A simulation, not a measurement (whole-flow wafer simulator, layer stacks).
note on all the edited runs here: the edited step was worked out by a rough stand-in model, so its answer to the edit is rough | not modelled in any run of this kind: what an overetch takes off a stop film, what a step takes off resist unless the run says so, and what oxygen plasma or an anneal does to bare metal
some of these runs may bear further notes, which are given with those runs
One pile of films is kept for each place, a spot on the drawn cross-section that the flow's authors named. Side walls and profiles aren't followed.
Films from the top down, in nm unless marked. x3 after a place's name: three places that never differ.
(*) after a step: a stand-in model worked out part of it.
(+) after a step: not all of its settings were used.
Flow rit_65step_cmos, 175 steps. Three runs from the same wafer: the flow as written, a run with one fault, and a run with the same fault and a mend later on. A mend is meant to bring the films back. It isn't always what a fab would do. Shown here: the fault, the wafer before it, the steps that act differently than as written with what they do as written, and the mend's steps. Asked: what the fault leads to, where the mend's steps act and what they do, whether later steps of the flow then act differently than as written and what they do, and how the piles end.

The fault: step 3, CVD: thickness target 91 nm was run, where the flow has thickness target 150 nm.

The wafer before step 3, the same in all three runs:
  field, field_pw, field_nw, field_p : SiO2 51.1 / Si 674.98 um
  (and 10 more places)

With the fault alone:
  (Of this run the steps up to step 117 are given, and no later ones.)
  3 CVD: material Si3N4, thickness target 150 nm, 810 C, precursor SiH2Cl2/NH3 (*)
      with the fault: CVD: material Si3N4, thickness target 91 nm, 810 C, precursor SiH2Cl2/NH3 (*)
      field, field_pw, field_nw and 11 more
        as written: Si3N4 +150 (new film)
        with the fault: Si3N4 +91 (new film)
  Later steps of the flow that act differently than as written (36 more steps differ only slightly, by at most 2% or 0.5 nm, whichever is larger, and aren't shown):
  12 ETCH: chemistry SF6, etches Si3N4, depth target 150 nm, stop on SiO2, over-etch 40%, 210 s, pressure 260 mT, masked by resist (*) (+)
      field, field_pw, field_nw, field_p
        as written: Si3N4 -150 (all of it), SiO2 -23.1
        with the fault: Si3N4 -91 (all of it), SiO2 -45.8
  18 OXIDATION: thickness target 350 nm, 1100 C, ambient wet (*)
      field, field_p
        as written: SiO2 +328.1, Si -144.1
        with the fault: SiO2 +346.7, Si -152.3
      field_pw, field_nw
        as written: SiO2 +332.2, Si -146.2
        with the fault: SiO2 +349.6, Si -153.8
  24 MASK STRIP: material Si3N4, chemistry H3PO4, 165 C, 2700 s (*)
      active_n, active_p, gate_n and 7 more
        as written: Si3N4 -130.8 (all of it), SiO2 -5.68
        with the fault: Si3N4 -71.8 (all of it), SiO2 -7.93
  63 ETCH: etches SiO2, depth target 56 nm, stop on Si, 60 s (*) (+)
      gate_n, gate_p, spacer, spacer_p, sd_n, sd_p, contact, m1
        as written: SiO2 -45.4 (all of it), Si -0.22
        with the fault: SiO2 -43.2 (all of it), Si -0.26
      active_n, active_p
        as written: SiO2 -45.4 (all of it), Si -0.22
        with the fault: SiO2 -43.1 (all of it), Si -0.26
  After step 117 the piles differ from the flow's only slightly at the places that both follow, by at most 2% or 0.5 nm, whichever is larger.

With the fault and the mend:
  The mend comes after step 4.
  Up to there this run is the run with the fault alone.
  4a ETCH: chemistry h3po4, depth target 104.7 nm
      field, field_pw, field_nw and 11 more
        Si3N4 -91 (all of it)
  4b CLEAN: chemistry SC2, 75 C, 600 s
      changes no film at any place that is followed
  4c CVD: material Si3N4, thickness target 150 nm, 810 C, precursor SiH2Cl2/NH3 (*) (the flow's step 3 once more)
      field, field_pw, field_nw and 11 more
        Si3N4 +150 (new film)
  No later step of the flow acts differently than as written at any place that is followed.
  At the end the piles are the same as the flow's at every place that both follow.
